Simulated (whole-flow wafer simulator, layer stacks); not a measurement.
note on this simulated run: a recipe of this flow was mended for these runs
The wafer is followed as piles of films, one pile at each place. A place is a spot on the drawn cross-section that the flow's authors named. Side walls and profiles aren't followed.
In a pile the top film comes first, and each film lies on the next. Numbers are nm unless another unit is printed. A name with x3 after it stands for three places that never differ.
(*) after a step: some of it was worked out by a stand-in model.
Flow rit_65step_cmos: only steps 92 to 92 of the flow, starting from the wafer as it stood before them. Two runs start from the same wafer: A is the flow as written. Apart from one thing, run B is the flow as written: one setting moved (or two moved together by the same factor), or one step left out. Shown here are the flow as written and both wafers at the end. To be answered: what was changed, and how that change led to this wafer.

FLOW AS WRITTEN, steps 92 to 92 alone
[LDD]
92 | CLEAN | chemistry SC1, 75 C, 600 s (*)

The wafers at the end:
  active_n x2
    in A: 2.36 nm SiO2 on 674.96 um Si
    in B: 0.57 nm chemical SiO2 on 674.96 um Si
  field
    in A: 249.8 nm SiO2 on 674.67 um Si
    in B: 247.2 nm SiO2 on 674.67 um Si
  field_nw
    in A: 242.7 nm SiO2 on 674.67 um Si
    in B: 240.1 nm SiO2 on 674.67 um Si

The reason: step 92, CLEAN: 90 C was run, though the flow has 75 C.

The path from the change to this, step by step:
  92 | CLEAN | chemistry SC1, 75 C, 600 s (*)
      active_n x2, spacer x6: A SiO2 loses 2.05 | B chemical SiO2 gains 0.57 (new film), SiO2 loses 4.41 (all of it), Si loses 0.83
      field, field_pw, field_nw, field_p: A SiO2 loses 2.05 | B SiO2 loses 4.67
      (also at 2 further places)
